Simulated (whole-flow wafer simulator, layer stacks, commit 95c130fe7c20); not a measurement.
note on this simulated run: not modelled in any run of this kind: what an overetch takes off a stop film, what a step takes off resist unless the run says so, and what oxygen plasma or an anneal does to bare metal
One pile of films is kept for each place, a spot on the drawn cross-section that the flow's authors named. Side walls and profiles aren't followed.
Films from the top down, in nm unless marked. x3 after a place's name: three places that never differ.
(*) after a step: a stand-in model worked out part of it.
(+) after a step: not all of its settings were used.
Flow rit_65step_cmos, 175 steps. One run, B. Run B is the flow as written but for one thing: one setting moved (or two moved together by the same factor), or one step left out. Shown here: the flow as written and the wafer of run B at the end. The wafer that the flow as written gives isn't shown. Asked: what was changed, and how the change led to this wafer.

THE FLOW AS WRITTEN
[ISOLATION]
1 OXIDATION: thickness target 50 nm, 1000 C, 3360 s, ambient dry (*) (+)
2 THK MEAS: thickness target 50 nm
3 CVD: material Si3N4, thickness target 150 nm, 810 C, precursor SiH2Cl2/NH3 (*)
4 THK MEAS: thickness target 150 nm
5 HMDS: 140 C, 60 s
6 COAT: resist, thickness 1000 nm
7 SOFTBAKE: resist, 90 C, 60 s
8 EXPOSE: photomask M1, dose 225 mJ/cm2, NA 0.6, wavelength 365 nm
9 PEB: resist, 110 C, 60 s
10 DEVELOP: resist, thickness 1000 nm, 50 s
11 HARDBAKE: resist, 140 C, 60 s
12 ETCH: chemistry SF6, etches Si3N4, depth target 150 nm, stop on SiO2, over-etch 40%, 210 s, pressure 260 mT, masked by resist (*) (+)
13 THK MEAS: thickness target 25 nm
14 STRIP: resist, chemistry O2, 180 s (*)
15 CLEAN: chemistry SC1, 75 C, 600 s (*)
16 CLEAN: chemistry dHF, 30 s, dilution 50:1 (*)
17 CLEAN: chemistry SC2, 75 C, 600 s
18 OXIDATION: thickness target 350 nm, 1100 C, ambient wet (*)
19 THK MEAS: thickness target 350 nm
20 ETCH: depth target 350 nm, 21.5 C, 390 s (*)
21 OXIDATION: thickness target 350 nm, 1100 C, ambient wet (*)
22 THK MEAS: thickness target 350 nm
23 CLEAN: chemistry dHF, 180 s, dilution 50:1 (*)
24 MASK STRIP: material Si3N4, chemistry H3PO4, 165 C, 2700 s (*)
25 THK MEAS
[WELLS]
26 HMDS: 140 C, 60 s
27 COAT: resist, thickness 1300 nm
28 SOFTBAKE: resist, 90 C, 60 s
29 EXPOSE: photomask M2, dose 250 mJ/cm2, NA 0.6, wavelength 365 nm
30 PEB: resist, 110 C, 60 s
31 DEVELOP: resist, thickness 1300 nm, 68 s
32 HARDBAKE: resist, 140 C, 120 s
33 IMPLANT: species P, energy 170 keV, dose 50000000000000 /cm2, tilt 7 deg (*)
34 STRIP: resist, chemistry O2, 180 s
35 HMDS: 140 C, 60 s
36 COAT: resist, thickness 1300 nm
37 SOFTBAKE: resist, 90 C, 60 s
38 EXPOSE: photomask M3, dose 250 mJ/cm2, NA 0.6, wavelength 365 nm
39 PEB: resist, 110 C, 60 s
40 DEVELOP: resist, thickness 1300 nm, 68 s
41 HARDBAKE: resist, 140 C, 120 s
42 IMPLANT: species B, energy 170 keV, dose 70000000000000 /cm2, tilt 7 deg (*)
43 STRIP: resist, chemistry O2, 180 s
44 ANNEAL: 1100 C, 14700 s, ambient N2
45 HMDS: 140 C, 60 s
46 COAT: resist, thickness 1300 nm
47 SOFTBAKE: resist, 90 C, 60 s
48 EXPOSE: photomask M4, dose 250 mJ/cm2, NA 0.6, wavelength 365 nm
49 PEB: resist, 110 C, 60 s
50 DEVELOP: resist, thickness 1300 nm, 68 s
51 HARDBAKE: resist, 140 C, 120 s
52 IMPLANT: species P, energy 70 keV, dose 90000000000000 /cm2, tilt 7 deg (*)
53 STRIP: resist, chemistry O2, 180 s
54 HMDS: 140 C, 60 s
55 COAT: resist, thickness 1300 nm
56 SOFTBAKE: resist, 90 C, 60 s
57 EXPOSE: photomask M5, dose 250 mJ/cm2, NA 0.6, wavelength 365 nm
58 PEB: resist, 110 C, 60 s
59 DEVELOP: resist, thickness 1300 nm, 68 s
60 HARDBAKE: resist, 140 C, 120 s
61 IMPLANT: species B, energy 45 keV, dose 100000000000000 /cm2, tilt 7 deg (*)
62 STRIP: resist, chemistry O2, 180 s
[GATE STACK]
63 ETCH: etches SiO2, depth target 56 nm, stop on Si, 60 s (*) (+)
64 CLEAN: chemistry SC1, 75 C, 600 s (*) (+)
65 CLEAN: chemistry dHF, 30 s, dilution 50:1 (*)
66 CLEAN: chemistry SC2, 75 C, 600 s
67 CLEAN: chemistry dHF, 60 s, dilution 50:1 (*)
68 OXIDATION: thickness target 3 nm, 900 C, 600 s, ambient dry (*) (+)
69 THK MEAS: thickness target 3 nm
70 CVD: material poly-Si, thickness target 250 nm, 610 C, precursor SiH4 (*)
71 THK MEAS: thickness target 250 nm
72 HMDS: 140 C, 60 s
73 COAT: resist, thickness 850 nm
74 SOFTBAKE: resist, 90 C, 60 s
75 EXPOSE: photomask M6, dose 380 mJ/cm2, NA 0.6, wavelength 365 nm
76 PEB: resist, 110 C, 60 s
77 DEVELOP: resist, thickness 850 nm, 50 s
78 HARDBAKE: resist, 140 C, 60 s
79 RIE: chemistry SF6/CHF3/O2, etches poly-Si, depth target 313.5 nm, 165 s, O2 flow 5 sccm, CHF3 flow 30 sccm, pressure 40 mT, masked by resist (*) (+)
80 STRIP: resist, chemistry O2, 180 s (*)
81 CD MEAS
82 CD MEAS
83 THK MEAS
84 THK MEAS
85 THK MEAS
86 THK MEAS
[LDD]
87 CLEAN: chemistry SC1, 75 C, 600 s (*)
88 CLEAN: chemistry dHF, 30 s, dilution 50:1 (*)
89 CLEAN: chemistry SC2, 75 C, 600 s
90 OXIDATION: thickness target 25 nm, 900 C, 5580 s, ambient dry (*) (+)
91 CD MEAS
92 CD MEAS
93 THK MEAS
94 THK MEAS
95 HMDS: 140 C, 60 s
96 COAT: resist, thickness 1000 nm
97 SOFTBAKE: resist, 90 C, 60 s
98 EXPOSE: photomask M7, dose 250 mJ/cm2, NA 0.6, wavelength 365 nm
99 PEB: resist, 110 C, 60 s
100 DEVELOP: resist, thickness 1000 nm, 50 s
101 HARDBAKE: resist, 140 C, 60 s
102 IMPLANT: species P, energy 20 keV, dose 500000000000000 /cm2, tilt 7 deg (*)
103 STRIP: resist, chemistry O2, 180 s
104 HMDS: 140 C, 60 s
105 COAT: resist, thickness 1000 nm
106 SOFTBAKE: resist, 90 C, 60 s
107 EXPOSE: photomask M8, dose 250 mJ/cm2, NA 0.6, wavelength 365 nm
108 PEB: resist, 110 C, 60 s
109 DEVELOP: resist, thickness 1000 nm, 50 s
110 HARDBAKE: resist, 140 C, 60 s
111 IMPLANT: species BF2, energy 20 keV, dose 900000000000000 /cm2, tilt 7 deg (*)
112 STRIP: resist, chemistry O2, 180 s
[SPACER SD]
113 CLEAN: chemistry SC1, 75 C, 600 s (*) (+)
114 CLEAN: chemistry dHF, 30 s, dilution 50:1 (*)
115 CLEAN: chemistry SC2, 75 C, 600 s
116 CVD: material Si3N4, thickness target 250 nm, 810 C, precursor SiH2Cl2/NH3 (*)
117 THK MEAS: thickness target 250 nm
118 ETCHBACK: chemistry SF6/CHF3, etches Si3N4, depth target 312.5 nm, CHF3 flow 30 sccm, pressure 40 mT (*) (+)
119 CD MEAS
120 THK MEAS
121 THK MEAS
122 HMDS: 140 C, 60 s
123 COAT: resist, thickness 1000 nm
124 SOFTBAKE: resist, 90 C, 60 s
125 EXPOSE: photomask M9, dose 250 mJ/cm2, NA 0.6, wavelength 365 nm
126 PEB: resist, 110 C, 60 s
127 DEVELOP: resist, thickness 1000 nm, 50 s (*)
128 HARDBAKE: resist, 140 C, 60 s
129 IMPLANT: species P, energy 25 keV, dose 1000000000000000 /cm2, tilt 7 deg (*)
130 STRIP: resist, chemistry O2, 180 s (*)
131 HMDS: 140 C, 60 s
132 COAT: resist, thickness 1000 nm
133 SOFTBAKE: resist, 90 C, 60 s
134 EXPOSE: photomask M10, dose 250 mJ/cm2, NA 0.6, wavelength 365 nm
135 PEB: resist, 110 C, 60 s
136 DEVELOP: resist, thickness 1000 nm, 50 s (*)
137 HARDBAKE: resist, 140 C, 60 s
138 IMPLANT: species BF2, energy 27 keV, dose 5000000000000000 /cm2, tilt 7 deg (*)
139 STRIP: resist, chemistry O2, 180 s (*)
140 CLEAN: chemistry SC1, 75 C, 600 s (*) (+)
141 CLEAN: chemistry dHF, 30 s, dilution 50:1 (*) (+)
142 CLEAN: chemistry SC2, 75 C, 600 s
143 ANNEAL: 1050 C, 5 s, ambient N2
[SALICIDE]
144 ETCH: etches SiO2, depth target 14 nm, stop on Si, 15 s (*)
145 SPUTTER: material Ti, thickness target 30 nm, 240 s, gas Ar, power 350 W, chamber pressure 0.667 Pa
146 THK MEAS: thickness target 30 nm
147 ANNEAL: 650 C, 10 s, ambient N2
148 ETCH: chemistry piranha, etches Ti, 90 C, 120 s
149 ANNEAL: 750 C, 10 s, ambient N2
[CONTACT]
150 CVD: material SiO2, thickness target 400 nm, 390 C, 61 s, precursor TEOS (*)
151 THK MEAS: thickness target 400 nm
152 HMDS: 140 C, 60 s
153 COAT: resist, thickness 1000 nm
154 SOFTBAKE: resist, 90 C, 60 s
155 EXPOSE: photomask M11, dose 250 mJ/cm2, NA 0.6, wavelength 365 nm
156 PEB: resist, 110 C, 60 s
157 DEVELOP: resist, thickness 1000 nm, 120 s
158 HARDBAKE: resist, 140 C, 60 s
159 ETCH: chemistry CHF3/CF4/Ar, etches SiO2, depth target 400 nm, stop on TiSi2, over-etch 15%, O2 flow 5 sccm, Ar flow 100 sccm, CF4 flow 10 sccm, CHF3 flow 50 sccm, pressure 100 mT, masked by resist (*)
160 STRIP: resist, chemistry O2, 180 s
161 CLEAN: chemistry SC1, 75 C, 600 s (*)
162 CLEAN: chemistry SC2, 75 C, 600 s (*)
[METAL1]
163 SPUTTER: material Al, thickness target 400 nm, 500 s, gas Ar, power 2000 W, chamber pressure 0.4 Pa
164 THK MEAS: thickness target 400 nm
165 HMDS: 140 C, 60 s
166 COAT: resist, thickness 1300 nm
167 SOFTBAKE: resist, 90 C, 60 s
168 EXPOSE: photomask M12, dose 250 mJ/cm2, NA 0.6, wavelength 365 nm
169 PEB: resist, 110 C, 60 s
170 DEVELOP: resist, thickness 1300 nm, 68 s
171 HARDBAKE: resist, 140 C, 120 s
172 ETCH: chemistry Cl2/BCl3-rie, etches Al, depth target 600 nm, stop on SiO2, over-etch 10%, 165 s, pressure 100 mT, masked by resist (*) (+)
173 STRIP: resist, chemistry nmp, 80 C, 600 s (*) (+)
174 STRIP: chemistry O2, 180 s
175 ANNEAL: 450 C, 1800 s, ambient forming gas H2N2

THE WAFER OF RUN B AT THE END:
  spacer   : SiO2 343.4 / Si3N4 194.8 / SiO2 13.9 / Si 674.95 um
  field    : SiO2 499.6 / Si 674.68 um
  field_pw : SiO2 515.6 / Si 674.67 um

The cause: step 163, SPUTTER: thickness target 240 nm was run, where the flow has thickness target 400 nm.

How the change led to this, step by step:
  163 SPUTTER: material Al, thickness target 400 nm, 500 s, gas Ar, power 2000 W, chamber pressure 0.4 Pa
      field, field_p, spacer, spacer_p: Al +240 (new film) (as written it would be: Al +400 (new film))
      gate_n, gate_p: Al +240 (new film) (as written it would be: Al +396 (new film))
      (and at 2 more places)
  172 ETCH: chemistry Cl2/BCl3-rie, etches Al, depth target 600 nm, stop on SiO2, over-etch 10%, 165 s, pressure 100 mT, masked by resist (*) (+)
      field, field_p, spacer, spacer_p: Al -240 (all of it), SiO2 -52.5 (as written it would be: Al -400 (all of it), SiO2 -32.5)
      gate_n, gate_p: Al -240 (all of it), SiO2 -52.5 (as written it would be: Al -396 (all of it), SiO2 -33)
      (and at 2 more places)
